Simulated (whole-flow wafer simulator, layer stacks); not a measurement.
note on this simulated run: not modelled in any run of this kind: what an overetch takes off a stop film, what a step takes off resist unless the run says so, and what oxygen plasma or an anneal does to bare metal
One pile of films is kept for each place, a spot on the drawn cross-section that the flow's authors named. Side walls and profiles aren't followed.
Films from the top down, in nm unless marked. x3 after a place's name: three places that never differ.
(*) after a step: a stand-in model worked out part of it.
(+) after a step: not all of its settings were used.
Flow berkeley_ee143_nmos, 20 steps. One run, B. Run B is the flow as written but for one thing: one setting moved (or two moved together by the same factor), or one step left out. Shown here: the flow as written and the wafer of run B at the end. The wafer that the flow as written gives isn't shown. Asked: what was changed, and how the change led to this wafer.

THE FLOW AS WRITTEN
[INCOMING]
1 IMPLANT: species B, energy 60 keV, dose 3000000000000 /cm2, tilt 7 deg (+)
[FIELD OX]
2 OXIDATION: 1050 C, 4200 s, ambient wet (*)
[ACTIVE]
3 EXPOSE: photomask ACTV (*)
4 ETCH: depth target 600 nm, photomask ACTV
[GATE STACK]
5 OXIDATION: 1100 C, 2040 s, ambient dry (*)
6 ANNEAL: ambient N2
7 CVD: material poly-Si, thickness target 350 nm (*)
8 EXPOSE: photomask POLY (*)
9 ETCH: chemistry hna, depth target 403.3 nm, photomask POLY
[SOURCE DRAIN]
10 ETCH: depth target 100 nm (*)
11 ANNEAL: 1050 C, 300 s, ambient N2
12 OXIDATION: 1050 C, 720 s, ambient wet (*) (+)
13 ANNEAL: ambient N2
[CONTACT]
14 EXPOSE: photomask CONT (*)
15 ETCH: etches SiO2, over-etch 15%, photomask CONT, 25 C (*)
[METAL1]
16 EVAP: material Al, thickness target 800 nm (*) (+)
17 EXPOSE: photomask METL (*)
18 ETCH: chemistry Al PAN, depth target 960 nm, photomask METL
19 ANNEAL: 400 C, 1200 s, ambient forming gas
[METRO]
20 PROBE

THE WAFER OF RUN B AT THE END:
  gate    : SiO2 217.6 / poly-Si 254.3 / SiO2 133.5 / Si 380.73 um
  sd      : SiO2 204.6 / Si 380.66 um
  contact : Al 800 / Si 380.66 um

The cause: step 4, ETCH: depth target 472 nm was run, where the flow has depth target 600 nm.

How the change led to this, step by step:
  4 ETCH: depth target 600 nm, photomask ACTV
      gate, sd, contact: SiO2 -472 (as written it would be: SiO2 -566.4 (all of it))
  5 OXIDATION: 1100 C, 2040 s, ambient dry (*)
      gate, sd, contact: SiO2 +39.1, Si -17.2 (as written it would be: SiO2 +79.7 (new film), Si -35.1)
  10 ETCH: depth target 100 nm (*)
      sd, contact: SiO2 -100 (as written it would be: SiO2 -79.7 (all of it))
  12 OXIDATION: 1050 C, 720 s, ambient wet (*) (+)
      sd, contact: SiO2 +171.1, Si -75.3 (as written it would be: SiO2 +189.4 (new film), Si -83.4)
  15 ETCH: etches SiO2, over-etch 15%, photomask CONT, 25 C (*)
      contact: SiO2 -204.6 (all of it) (as written it would be: SiO2 -189.4 (all of it))
